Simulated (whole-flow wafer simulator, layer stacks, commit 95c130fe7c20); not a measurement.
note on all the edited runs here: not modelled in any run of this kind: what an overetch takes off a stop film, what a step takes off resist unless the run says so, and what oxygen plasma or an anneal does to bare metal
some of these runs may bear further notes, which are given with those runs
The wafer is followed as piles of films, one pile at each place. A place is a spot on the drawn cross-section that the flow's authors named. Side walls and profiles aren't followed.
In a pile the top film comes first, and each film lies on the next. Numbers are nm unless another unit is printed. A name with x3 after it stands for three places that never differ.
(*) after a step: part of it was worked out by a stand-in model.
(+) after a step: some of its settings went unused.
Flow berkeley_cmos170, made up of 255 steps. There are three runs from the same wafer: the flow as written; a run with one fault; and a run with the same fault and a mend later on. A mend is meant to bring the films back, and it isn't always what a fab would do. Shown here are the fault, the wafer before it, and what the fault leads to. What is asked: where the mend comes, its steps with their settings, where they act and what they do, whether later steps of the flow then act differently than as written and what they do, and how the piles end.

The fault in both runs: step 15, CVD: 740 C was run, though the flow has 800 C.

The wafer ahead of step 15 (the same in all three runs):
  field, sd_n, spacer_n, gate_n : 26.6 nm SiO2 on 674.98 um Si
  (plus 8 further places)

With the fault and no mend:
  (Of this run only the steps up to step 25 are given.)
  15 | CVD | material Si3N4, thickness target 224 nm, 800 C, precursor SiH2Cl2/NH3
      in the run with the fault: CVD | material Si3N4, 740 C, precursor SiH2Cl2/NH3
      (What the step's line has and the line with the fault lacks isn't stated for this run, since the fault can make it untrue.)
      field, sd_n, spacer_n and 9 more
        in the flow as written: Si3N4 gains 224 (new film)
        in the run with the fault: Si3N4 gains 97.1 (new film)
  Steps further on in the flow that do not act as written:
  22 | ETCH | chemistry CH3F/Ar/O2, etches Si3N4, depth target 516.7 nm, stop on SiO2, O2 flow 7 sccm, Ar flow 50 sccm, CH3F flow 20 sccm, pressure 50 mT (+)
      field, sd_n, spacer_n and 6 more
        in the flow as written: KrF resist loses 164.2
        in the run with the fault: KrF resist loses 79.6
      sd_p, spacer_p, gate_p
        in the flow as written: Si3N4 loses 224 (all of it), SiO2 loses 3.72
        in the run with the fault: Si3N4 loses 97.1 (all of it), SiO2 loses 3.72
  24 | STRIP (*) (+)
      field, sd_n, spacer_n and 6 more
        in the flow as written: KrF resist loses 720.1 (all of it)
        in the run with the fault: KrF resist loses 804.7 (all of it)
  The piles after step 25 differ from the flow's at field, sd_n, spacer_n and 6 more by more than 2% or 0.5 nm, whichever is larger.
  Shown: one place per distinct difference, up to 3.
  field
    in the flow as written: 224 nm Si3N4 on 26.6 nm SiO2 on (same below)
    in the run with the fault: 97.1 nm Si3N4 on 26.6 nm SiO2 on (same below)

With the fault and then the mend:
  After step 15 comes the mend.
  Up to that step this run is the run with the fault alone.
  15a | CVD | material Si3N4, thickness target 127 nm, 800 C, precursor SiH2Cl2/NH3 (a further turn of the flow's step 15, with different settings)
      field, sd_n, spacer_n and 9 more
        Si3N4 gains 127
  Every later step of the flow that is run acts as written, at every place that is followed, to within 2% or 0.5 nm, whichever is larger.
  The piles end the same as the flow's at every place that both follow.
